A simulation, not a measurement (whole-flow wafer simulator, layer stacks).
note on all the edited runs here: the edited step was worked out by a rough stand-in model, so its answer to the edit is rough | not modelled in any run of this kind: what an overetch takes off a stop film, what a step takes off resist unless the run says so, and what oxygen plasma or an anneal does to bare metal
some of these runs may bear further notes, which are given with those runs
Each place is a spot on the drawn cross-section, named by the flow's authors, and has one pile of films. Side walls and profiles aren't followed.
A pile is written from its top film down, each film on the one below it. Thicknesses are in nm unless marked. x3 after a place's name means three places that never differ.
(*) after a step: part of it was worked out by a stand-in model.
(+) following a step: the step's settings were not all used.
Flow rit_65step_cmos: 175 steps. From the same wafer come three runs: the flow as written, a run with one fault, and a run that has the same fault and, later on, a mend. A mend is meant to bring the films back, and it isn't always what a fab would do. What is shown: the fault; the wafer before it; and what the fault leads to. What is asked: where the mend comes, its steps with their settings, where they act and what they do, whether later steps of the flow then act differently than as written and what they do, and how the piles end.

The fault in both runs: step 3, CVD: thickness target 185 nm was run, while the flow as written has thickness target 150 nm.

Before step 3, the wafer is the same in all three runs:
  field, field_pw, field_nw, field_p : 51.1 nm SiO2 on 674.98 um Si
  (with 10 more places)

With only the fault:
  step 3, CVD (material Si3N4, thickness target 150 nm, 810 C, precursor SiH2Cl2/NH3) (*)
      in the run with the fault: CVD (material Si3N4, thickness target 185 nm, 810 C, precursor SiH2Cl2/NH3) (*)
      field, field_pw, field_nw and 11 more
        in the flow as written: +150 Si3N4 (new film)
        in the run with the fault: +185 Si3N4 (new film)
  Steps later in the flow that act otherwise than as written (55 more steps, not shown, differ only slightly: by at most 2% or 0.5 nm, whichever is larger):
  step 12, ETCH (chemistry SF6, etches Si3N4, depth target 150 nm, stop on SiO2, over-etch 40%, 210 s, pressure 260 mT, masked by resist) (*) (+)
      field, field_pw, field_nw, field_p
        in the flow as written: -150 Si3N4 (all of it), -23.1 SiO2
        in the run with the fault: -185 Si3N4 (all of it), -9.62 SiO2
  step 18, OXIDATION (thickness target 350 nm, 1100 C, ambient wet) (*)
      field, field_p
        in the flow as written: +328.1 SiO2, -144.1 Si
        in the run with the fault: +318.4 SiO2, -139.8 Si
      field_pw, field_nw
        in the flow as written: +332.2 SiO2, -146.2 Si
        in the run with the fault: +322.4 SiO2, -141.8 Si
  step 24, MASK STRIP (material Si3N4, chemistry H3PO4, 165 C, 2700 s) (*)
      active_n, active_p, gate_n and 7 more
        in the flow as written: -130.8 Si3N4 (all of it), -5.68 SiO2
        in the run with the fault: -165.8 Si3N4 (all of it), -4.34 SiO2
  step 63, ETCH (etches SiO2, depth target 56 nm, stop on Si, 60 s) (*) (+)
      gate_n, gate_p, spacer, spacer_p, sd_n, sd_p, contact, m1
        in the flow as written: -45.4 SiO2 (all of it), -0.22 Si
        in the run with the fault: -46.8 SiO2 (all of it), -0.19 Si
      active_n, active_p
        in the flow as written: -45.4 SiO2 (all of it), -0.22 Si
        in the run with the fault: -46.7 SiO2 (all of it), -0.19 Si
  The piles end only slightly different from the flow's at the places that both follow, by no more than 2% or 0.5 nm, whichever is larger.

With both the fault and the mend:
  The mend follows step 4.
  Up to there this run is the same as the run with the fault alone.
  step 4a, ETCHBACK (chemistry SF6/CHF3, etches Si3N4, depth target 35 nm, CHF3 flow 30 sccm, pressure 40 mT) (*) (+)
      field, field_pw, field_nw and 11 more
        -35 Si3N4
  Later steps of the flow that are run all act as written at every place that is followed.
  The piles end the same as the flow's at every place that both follow.
